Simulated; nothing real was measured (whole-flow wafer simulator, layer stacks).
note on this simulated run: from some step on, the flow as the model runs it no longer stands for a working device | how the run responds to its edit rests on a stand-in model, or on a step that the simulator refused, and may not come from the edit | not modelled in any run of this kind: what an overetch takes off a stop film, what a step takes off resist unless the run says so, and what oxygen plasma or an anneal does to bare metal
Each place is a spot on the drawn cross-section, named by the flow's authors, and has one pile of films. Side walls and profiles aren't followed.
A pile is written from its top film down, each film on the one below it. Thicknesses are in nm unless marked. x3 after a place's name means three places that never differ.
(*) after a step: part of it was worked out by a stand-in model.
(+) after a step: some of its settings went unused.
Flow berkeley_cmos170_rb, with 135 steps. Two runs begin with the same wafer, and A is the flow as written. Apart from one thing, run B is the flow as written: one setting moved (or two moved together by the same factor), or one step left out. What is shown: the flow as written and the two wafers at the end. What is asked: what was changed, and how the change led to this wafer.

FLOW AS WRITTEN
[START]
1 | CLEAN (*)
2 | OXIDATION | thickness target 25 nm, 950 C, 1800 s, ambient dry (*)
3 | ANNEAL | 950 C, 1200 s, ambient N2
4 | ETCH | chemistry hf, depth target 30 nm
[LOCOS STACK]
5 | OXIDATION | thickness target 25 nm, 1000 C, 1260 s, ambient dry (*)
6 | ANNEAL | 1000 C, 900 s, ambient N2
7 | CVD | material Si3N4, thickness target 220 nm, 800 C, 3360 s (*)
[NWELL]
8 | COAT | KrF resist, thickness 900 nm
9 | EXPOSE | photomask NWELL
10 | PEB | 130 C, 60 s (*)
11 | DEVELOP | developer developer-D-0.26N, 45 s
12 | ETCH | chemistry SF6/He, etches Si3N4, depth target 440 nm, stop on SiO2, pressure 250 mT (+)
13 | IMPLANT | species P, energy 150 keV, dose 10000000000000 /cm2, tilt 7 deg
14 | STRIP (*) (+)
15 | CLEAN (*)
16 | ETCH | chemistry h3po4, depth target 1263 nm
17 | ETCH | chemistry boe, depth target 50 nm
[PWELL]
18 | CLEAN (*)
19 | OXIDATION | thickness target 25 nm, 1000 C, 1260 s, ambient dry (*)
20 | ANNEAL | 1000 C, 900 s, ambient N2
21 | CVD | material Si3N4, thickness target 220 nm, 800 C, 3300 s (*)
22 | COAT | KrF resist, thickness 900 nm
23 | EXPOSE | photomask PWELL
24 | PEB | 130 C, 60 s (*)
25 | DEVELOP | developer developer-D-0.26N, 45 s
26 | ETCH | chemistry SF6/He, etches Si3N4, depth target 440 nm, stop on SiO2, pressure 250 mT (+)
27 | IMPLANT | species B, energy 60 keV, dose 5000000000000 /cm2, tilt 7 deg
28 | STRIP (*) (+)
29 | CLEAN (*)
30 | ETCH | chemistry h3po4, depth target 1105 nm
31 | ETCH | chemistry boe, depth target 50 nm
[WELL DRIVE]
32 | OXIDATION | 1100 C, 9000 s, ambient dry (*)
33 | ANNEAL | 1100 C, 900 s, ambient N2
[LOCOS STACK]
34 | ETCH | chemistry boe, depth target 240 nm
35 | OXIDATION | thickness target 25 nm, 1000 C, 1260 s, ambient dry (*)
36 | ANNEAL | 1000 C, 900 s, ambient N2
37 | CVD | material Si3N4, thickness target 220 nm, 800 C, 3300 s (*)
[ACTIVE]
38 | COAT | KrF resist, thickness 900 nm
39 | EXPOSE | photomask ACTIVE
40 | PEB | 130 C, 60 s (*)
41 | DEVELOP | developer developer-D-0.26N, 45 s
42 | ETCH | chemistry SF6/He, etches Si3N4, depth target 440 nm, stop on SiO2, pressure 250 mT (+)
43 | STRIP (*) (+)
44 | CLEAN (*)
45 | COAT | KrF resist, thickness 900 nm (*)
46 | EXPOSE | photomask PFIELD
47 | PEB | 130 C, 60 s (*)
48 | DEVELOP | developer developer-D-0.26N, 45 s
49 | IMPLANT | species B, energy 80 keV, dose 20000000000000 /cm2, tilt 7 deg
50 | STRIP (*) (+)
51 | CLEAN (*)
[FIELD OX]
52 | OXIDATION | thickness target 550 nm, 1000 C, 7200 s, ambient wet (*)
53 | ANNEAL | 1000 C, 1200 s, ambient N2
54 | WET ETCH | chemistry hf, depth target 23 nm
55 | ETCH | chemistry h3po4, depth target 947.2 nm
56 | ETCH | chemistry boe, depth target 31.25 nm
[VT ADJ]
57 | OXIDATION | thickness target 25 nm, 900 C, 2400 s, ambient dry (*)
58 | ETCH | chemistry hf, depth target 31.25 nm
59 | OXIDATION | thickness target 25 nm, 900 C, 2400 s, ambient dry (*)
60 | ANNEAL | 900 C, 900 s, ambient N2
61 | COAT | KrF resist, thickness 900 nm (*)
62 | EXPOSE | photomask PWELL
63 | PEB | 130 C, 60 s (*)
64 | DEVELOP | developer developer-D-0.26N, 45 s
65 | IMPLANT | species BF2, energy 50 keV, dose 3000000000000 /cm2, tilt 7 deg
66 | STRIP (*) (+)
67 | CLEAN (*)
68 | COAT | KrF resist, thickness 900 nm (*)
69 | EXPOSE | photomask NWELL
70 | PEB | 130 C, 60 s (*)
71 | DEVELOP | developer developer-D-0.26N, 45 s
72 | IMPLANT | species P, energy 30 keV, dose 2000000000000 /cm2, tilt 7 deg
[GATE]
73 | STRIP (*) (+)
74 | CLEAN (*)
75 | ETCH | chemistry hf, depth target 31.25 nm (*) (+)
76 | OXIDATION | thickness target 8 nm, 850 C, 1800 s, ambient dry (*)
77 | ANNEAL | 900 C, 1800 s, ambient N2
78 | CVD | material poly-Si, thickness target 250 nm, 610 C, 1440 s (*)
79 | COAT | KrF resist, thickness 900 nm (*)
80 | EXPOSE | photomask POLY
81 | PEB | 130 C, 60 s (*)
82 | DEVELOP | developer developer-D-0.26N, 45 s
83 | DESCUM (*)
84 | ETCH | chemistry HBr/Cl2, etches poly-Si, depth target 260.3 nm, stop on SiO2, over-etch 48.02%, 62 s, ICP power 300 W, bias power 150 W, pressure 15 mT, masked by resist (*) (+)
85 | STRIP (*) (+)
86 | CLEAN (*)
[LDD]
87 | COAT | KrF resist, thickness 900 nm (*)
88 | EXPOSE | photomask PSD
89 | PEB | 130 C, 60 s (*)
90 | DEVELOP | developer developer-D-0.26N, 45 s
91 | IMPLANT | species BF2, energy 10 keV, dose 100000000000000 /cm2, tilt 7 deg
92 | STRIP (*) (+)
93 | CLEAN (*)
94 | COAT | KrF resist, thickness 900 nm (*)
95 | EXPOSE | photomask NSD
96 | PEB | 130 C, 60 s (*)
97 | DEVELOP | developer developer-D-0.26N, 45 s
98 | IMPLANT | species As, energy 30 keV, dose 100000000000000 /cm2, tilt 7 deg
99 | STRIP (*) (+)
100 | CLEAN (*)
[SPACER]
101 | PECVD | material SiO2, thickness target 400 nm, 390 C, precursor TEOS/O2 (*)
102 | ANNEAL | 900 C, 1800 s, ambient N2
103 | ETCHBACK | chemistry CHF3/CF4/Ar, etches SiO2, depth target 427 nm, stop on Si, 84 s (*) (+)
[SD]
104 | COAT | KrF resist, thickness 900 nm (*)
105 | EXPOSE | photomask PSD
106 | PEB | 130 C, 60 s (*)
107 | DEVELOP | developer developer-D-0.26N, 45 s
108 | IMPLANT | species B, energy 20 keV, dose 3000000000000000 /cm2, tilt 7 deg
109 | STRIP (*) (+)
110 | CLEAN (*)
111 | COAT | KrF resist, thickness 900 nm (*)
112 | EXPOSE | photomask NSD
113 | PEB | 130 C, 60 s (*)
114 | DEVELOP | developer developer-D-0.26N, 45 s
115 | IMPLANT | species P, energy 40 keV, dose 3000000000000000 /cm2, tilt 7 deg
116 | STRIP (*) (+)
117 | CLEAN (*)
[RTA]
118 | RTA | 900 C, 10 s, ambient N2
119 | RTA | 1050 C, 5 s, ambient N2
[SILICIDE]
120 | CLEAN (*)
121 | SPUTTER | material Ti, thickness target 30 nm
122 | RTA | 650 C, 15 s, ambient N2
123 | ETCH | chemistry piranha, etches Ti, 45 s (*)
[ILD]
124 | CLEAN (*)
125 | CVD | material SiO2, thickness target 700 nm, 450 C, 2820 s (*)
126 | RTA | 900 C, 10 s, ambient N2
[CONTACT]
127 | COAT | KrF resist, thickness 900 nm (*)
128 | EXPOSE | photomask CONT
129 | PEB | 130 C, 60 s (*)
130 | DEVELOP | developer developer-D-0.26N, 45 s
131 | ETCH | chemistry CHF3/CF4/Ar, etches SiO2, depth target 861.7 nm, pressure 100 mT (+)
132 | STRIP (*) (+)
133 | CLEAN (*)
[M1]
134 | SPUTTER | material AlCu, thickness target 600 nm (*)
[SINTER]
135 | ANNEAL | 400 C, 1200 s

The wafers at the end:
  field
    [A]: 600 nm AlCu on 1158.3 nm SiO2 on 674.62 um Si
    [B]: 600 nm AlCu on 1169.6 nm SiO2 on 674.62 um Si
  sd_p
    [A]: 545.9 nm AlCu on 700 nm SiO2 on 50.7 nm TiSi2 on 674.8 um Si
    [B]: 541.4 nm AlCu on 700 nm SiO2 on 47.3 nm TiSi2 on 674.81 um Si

Cause: step 58, ETCH: depth target 19.84 nm was run, while the flow as written has depth target 31.25 nm.

How this came from the change, step by step:
  58 | ETCH | chemistry hf, depth target 31.25 nm
      field: A -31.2 SiO2 | B -19.8 SiO2
  121 | SPUTTER | material Ti, thickness target 30 nm
      sd_p: A +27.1 Ti (new film) | B +25.3 Ti (new film)
  122 | RTA | 650 C, 15 s, ambient N2
      sd_p: A -21.1 Ti, +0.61 TiSi first (new film), +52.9 TiSi2 C49 (new film), -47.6 Si | B -19.7 Ti, +50.2 TiSi2 C49 (new film), -44.8 Si
  126 | RTA | 900 C, 10 s, ambient N2
      sd_p: A under 1 film: +50.7 TiSi2 (new film), -0.61 TiSi first (all of it), -52.9 TiSi2 C49 (all of it), -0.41 Si | B under 1 film: +47.3 TiSi2 (new film), -50.2 TiSi2 C49 (all of it)
